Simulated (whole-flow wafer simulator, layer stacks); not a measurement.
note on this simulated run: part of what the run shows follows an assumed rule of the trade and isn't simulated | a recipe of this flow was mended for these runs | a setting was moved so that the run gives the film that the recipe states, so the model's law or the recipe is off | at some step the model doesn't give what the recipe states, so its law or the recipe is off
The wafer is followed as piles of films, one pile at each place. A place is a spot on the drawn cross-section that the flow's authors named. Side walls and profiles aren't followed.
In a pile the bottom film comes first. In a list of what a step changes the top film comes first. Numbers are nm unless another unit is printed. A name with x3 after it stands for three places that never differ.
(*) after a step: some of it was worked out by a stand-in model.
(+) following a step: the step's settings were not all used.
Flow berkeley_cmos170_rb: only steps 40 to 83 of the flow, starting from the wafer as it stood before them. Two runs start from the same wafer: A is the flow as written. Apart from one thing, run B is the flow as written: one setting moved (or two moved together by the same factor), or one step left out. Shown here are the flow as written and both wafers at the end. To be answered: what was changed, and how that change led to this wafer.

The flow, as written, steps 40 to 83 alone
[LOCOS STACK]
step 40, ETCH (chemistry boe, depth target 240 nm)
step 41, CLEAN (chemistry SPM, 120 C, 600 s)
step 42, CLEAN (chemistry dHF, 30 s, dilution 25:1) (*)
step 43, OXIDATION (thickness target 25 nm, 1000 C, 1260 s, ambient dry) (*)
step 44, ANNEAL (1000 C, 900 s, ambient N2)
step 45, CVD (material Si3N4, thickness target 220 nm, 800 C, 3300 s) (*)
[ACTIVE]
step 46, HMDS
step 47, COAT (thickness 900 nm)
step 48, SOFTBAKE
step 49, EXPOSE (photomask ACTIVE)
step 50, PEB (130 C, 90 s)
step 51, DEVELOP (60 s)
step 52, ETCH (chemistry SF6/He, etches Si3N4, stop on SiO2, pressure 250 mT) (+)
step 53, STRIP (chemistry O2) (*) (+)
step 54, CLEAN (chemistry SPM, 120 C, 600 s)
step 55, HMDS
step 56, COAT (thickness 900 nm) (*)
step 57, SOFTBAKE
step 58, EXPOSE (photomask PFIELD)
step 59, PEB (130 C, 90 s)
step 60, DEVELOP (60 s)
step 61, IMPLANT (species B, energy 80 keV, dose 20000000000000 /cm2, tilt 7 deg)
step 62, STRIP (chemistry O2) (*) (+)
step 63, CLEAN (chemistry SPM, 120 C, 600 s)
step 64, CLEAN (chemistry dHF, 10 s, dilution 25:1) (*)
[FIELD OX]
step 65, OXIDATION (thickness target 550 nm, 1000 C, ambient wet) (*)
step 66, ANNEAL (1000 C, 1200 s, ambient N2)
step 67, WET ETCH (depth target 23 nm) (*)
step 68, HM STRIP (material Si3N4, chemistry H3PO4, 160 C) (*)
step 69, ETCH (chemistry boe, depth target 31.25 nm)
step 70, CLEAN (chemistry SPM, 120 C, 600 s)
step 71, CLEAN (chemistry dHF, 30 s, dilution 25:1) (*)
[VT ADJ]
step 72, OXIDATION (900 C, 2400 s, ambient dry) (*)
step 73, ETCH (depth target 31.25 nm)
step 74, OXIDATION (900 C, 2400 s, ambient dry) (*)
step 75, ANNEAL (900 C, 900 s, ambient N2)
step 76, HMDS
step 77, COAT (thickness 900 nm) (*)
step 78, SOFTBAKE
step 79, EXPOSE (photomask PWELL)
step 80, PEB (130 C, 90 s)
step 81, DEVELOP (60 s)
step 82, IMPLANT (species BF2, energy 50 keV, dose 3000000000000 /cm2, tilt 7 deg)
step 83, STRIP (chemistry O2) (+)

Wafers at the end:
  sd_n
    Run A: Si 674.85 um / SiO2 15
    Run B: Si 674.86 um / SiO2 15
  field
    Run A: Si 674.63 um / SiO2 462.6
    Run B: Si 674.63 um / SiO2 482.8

The reason: step 69, ETCH: depth target 10.94 nm was run, while the flow as written has depth target 31.25 nm.

How this came from the change, step by step:
  step 69, ETCH (chemistry boe, depth target 31.25 nm)
      spacer_n, spacer_p, gate_p, contact, m1: A SiO2 loses 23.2 (all of it) | B SiO2 loses 10.9
      gate, sd_p: A SiO2 loses 23.3 (all of it) | B SiO2 loses 10.9
      (as well as at 2 more places)
  step 70, CLEAN (chemistry SPM, 120 C, 600 s)
      sd_n, spacer_n, gate, sd_p, spacer_p, gate_p, contact, m1: A chemical SiO2 gains 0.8 (new film), Si loses 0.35 | B nothing
  step 71, CLEAN (chemistry dHF, 30 s, dilution 25:1) (*)
      sd_n, spacer_n, gate, sd_p, spacer_p, gate_p, contact, m1: A chemical SiO2 loses 0.8 (all of it) | B SiO2 loses 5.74
  step 72, OXIDATION (900 C, 2400 s, ambient dry) (*)
      spacer_n, spacer_p, gate_p, contact, m1: A SiO2 gains 15 (new film), Si loses 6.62 | B SiO2 gains 12.8, Si loses 5.63
      gate, sd_p: A SiO2 gains 15 (new film), Si loses 6.62 | B SiO2 gains 12.8, Si loses 5.62
      (as well as at 1 more place)
  step 73, ETCH (depth target 31.25 nm)
      spacer_n, gate, sd_p, spacer_p, gate_p, contact, m1: A SiO2 loses 15 (all of it) | B SiO2 loses 19.4 (all of it)
      sd_n: A SiO2 loses 15 (all of it) | B SiO2 loses 20.5 (all of it)
